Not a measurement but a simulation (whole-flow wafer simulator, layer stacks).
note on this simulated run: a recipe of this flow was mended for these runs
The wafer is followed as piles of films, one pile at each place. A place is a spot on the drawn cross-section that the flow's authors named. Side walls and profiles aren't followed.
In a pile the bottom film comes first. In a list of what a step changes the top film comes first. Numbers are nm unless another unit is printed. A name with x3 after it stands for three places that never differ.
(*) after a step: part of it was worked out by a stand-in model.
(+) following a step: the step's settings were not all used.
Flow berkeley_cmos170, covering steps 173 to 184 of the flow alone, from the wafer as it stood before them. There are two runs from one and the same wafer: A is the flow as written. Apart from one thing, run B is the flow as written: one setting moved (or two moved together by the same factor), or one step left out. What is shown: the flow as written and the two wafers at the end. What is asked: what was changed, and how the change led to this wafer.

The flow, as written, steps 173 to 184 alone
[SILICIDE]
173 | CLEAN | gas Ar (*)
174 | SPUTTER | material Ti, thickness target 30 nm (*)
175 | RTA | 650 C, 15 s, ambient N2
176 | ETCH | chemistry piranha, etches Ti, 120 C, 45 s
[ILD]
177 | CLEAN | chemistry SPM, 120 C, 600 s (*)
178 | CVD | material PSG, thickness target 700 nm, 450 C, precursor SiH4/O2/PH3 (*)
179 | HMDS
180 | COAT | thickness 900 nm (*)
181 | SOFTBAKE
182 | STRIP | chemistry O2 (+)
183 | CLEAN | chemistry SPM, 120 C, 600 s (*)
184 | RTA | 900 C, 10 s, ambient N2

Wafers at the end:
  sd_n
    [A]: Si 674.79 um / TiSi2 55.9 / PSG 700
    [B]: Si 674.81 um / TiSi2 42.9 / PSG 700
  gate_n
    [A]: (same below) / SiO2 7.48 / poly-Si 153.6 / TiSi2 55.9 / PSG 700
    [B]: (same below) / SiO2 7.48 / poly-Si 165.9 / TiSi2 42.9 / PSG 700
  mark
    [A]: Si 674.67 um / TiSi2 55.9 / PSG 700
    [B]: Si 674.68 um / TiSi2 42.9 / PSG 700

The reason: step 174, SPUTTER: thickness target 23 nm was run, though the flow has thickness target 30 nm.

Step by step, how the change led to this:
  174 | SPUTTER | material Ti, thickness target 30 nm (*)
      field, mark, sd_n and 10 more: A Ti gains 30 (new film) | B Ti gains 23 (new film)
  175 | RTA | 650 C, 15 s, ambient N2
      mark, sd_n, sd_p, contact, m1, via1, m2, via2: A Ti loses 23.4, TiSi first gains 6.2 (new film), TiSi2 C49 gains 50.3 (new film), Si loses 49 | B Ti loses 17.9, TiSi2 C49 gains 45.6 (new film), Si loses 40.7
      gate_n, gate_p: A Ti loses 23.4, TiSi first gains 6.2 (new film), TiSi2 C49 gains 50.3 (new film), poly-Si loses 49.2 | B Ti loses 17.9, TiSi2 C49 gains 45.6 (new film), poly-Si loses 40.9
  176 | ETCH | chemistry piranha, etches Ti, 120 C, 45 s
      mark, sd_n, gate_n and 7 more: A Ti loses 6.6 (all of it), TiSi first loses 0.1 | B Ti loses 5.06 (all of it), TiSi2 C49 loses 0.1
      field, spacer_n, spacer_p: A Ti loses 30 (all of it) | B Ti loses 23 (all of it)
  184 | RTA | 900 C, 10 s, ambient N2
      mark, sd_n, sd_p, contact, m1, via1, m2, via2: A under 1 film: TiSi2 gains 55.9 (new film), TiSi first loses 6.09 (all of it), TiSi2 C49 loses 50.3 (all of it), Si loses 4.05 | B under 1 film: TiSi2 gains 42.9 (new film), TiSi2 C49 loses 45.5 (all of it)
      gate_n, gate_p: A under 1 film: TiSi2 gains 55.9 (new film), TiSi first loses 6.09 (all of it), TiSi2 C49 loses 50.3 (all of it), poly-Si loses 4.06 | B under 1 film: TiSi2 gains 42.9 (new film), TiSi2 C49 loses 45.5 (all of it)
